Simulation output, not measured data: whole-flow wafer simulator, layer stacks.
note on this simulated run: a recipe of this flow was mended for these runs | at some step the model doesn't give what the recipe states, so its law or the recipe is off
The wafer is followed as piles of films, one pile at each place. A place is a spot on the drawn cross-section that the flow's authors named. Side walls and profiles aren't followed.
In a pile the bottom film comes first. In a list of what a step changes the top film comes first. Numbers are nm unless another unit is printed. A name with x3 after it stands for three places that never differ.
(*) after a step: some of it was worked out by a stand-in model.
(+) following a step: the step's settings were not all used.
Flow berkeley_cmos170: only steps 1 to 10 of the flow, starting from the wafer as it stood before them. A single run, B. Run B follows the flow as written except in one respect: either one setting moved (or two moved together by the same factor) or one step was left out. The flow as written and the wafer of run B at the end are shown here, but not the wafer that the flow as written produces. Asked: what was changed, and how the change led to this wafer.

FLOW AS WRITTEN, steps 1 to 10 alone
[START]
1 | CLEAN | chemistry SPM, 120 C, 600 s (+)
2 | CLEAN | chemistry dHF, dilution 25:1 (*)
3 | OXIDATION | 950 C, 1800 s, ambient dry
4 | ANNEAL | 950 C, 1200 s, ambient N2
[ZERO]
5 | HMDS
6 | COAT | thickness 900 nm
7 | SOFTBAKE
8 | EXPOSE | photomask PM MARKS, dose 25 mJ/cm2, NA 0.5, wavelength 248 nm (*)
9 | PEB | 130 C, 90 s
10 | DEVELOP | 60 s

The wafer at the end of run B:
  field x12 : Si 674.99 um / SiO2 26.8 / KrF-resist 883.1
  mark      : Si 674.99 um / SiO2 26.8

What caused this: step 3, OXIDATION: 981 C was run, whereas the flow has 950 C.

Step by step, how the change led to this:
  3 | OXIDATION | 950 C, 1800 s, ambient dry
      field x12, mark: +26.8 SiO2 (new film), -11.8 Si (it would be, as written: +20.4 SiO2 (new film), -8.98 Si)
